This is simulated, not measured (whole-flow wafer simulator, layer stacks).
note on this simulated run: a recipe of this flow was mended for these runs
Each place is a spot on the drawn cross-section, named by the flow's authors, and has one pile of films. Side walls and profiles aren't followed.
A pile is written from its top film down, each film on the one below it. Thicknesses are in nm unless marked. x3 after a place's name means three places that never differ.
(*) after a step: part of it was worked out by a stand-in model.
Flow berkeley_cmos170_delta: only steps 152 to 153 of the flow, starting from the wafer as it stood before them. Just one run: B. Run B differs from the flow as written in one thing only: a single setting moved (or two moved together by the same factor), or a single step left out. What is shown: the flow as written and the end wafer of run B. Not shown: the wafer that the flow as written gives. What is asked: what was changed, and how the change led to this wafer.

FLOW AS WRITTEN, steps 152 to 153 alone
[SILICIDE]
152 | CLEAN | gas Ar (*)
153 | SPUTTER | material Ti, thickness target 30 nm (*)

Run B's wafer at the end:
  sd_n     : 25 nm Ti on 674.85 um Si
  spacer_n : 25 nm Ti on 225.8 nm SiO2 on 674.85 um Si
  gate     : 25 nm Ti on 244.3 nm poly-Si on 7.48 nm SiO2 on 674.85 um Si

The reason: step 153, SPUTTER: thickness target 25 nm was run, though the flow has thickness target 30 nm.
The wafer lets one read it off: sd_n has Ti 25, and step 153 as written asks for 30 nm.

The path from the change to this, step by step:
  153 | SPUTTER | material Ti, thickness target 30 nm (*)
      field, sd_n, spacer_n, gate, spacer_p, gate_p, contact x2: +25 Ti (new film) (in the flow as written it would be: +30 Ti (new film))
      sd_p: +22.9 Ti (new film) (in the flow as written it would be: +27.5 Ti (new film))
